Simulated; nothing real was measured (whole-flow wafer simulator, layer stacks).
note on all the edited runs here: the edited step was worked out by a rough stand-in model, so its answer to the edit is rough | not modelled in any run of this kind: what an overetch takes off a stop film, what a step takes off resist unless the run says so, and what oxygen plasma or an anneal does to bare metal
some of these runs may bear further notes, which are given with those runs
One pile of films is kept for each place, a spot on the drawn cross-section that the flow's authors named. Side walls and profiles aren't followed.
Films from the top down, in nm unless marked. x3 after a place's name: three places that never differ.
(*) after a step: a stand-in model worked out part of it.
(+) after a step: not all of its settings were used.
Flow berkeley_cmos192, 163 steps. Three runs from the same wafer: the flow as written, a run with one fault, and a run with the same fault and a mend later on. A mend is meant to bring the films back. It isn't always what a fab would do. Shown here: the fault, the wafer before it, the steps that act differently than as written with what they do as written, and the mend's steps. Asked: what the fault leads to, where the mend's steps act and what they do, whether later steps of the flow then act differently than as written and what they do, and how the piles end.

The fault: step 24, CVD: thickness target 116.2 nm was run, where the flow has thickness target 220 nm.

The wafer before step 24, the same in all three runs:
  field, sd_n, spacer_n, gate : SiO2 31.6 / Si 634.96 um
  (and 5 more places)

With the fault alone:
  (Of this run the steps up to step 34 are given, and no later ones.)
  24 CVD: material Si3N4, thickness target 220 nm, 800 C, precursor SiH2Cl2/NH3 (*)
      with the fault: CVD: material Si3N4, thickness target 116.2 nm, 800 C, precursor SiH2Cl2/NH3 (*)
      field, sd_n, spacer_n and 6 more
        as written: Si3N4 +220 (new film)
        with the fault: Si3N4 +116.2 (new film)
  Later steps of the flow that act differently than as written:
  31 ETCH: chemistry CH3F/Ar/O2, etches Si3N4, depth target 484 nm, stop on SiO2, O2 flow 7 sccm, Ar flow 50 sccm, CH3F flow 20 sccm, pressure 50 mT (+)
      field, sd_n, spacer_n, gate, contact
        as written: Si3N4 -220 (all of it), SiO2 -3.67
        with the fault: Si3N4 -116.2 (all of it), SiO2 -3.67
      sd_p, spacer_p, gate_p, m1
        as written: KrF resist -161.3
        with the fault: KrF resist -92.1
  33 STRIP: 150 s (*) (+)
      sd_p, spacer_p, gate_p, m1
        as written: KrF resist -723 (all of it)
        with the fault: KrF resist -792.2 (all of it)
  After step 34 the piles differ from the flow's by more than 2% or 0.5 nm, whichever is larger, at sd_p, spacer_p, gate_p, m1.
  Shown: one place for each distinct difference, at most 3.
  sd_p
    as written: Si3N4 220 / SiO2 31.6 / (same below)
    with the fault: Si3N4 116.2 / SiO2 31.6 / (same below)

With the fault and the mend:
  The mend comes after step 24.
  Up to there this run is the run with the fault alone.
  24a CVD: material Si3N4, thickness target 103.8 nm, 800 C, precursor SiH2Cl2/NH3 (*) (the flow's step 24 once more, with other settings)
      field, sd_n, spacer_n and 6 more
        Si3N4 +103.8
  No later step of the flow acts differently than as written at any place that is followed.
  At the end the piles are the same as the flow's at every place that both follow.
